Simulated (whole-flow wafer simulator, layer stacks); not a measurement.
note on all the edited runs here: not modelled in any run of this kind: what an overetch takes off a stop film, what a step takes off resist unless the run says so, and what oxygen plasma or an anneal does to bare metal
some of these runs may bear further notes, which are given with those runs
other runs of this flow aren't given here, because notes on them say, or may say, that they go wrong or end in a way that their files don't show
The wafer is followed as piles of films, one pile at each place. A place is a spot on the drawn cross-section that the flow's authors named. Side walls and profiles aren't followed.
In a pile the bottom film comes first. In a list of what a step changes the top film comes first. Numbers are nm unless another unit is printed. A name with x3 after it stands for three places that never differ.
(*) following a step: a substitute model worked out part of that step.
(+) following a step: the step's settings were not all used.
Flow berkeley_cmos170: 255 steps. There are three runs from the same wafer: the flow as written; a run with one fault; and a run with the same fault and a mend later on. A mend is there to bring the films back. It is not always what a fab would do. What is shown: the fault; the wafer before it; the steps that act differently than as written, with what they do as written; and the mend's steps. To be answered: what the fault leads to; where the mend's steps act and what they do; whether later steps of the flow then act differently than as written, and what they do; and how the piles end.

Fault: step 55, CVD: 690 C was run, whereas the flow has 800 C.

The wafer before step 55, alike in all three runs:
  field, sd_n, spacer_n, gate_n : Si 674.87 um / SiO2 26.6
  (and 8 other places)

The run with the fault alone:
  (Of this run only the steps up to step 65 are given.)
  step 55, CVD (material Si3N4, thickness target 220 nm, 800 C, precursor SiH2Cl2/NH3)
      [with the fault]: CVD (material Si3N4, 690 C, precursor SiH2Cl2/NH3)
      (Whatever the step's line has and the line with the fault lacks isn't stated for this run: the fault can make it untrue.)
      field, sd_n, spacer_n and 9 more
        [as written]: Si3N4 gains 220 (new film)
        [with the fault]: Si3N4 gains 35.7 (new film)
  Steps further on in the flow that do not act as written:
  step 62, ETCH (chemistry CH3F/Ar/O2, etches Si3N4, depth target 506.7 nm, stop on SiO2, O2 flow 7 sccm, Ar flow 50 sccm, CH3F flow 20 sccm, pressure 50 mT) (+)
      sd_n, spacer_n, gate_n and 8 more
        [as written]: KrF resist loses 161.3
        [with the fault]: KrF resist loses 38.5
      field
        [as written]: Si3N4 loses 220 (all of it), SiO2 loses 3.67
        [with the fault]: Si3N4 loses 35.7 (all of it), SiO2 loses 3.67
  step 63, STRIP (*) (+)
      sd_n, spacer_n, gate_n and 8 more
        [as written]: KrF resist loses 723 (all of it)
        [with the fault]: KrF resist loses 845.9 (all of it)
  The piles after step 65 differ from the flow's at sd_n, spacer_n, gate_n and 8 more by more than 2% or 0.5 nm, whichever is larger.
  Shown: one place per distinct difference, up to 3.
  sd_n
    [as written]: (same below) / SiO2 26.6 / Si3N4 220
    [with the fault]: (same below) / SiO2 26.6 / Si3N4 35.7

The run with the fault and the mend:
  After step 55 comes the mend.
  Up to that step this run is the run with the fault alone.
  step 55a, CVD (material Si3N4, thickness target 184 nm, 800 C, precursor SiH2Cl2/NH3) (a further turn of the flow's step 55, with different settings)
      field, sd_n, spacer_n and 9 more
        Si3N4 gains 184
  Later steps of the flow that are run all act as written at every place that is followed, up to a difference of at most 2% or 0.5 nm, whichever is larger.
  At every place that both follow, the piles at the end match the flow's.
